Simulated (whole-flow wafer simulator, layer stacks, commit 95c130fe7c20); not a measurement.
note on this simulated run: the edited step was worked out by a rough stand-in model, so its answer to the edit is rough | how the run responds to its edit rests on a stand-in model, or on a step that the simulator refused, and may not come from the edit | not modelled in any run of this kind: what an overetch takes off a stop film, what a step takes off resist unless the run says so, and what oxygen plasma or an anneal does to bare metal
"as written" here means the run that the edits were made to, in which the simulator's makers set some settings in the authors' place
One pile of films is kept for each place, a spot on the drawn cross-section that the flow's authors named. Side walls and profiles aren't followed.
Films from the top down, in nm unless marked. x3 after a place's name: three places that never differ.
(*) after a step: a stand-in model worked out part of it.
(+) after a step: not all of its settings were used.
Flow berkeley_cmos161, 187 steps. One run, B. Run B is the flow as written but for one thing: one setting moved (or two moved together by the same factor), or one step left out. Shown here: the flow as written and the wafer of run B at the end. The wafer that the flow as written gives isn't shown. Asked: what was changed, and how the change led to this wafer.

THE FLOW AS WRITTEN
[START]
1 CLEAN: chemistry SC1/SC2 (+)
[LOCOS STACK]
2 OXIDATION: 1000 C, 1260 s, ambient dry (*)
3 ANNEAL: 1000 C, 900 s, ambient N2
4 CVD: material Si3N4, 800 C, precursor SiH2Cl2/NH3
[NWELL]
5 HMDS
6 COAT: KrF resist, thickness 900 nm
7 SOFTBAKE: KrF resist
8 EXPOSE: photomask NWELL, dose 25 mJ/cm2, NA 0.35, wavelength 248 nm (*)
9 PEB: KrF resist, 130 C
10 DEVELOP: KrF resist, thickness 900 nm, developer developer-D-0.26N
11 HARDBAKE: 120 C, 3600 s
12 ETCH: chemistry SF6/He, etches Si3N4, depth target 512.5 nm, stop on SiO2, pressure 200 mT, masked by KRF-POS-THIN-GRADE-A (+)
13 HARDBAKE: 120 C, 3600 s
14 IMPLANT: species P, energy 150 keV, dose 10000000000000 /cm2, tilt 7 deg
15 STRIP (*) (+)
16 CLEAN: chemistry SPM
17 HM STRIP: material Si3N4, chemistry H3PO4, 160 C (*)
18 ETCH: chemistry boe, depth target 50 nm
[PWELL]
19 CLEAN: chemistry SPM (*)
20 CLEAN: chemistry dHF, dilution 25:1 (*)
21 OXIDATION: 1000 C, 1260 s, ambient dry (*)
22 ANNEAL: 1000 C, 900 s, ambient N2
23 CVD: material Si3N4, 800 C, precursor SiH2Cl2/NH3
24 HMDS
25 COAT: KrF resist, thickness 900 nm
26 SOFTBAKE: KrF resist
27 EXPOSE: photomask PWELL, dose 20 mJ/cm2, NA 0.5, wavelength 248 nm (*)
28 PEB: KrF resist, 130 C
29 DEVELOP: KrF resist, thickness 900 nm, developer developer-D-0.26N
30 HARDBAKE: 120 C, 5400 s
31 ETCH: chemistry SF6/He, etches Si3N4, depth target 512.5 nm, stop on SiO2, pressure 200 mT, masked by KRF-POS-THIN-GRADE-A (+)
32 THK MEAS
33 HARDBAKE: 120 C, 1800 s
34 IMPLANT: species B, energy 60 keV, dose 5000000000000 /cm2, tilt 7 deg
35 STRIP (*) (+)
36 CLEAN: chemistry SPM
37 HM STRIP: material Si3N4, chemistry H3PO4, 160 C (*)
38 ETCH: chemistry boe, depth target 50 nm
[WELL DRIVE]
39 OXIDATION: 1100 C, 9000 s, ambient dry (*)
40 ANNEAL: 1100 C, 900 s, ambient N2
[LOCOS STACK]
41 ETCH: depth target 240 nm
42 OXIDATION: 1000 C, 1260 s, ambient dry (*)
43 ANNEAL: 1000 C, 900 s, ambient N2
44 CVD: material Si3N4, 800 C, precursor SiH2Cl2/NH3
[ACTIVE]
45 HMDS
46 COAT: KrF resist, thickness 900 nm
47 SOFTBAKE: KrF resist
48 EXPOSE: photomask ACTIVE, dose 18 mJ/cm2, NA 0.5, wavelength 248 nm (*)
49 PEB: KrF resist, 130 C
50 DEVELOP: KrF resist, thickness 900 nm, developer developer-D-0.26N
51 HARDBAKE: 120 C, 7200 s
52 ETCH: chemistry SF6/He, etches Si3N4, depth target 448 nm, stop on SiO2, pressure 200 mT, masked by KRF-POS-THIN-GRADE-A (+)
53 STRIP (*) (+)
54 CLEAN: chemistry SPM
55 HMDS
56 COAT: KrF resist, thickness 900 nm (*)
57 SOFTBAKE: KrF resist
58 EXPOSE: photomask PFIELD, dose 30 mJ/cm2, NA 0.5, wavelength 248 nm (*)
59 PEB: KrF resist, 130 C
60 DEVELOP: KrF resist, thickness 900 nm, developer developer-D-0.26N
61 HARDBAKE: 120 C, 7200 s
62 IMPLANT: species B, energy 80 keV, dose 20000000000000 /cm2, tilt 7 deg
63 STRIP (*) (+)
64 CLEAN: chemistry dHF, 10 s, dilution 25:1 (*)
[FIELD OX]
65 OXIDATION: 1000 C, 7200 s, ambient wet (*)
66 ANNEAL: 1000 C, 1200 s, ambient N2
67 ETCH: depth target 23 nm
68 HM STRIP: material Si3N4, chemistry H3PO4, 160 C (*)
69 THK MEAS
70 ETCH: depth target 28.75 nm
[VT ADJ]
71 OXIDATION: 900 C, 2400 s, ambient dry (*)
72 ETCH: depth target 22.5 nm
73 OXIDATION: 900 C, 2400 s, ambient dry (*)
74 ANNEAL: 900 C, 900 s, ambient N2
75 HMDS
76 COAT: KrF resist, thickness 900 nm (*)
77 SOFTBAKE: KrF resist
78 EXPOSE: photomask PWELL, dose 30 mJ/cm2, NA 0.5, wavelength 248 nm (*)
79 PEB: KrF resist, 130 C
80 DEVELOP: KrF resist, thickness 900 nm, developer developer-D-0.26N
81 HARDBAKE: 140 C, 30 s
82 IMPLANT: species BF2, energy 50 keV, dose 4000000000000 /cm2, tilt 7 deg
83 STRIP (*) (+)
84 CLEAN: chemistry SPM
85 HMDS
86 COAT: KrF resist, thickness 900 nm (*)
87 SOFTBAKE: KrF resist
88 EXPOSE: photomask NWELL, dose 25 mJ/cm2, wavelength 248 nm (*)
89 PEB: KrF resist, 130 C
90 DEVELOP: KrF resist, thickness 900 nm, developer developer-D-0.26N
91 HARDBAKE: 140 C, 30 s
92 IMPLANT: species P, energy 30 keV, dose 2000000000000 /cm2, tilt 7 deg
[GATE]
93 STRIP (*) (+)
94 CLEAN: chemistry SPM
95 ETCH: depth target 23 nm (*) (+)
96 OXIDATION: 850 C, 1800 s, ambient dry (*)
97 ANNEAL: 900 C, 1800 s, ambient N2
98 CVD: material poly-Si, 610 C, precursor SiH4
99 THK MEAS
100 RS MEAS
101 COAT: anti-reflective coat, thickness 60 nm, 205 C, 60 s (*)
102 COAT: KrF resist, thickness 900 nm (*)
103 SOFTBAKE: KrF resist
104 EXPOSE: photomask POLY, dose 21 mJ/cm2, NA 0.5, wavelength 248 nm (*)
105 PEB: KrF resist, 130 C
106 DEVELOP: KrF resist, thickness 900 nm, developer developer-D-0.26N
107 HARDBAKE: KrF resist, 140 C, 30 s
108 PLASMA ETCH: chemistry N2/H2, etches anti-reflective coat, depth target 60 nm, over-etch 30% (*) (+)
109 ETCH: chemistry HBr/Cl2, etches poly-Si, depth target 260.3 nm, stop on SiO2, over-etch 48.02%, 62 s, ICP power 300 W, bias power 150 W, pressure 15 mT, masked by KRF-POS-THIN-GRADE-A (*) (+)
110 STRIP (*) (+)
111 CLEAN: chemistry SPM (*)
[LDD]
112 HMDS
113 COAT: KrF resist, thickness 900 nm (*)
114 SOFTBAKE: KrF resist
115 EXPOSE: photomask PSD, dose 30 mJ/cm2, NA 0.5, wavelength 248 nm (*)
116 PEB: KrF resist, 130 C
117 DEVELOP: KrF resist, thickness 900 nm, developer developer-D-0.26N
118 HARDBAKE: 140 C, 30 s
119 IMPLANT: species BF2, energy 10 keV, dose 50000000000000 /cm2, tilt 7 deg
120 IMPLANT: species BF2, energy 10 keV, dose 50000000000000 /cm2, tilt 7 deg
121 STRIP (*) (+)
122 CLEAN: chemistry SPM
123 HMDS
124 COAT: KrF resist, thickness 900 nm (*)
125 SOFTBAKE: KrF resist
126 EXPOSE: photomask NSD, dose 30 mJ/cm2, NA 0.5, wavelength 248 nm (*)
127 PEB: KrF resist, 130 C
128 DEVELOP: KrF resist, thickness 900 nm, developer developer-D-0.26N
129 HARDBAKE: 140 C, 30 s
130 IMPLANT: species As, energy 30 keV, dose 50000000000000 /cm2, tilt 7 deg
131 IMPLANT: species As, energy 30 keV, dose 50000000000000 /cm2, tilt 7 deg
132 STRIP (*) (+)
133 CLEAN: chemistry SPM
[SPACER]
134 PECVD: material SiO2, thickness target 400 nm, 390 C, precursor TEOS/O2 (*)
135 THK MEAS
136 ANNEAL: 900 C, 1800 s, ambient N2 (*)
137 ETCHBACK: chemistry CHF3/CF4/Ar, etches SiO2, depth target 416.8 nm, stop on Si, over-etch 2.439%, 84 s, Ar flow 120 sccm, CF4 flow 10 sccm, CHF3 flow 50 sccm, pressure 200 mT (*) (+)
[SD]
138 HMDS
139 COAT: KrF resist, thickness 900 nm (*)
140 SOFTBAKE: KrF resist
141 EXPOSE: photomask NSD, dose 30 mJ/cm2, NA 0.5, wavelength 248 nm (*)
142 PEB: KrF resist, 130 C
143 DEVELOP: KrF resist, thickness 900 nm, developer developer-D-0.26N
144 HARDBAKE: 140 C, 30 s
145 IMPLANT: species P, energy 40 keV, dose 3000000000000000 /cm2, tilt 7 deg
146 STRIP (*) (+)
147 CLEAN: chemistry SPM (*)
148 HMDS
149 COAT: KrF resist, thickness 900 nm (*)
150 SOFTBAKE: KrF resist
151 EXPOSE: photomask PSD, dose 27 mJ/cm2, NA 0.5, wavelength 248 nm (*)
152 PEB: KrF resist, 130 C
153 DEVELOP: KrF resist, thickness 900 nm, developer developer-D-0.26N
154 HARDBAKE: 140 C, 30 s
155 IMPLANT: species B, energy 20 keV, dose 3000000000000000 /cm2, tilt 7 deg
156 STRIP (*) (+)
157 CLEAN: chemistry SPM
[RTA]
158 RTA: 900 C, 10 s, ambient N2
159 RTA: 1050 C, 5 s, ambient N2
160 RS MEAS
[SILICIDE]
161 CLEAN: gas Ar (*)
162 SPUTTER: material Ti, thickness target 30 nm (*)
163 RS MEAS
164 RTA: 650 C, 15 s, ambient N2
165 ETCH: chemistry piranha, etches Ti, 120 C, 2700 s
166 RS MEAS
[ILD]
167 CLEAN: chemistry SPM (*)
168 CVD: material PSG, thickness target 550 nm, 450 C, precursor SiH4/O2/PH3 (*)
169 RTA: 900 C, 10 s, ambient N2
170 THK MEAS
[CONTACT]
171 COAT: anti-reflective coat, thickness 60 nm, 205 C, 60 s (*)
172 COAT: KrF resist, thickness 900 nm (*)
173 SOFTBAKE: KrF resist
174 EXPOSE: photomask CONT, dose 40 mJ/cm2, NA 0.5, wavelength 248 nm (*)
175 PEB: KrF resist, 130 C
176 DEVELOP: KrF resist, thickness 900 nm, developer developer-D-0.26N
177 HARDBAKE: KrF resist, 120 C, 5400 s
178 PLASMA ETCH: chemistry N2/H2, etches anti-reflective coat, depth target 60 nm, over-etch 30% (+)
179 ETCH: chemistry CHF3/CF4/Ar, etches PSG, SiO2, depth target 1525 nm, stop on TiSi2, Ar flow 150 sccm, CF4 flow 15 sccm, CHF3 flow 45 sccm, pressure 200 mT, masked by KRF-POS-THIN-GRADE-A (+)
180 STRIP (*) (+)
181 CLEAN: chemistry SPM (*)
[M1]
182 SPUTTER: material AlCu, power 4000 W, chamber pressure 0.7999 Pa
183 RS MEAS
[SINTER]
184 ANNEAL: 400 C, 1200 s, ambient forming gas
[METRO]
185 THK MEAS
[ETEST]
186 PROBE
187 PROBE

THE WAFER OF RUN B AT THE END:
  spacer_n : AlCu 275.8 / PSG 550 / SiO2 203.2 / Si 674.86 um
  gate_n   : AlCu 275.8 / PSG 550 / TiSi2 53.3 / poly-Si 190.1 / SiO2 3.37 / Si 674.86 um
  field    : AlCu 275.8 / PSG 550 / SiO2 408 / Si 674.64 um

The cause: step 96, OXIDATION: 765 C was run, where the flow has 850 C.

How the change led to this, step by step:
  96 OXIDATION: 850 C, 1800 s, ambient dry (*)
      sd_n, spacer_n, gate_n, sd_p, spacer_p, gate_p, contact, m1: SiO2 +3.37 (new film), Si -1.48 (as written it would be: SiO2 +7.48 (new film), Si -3.29)
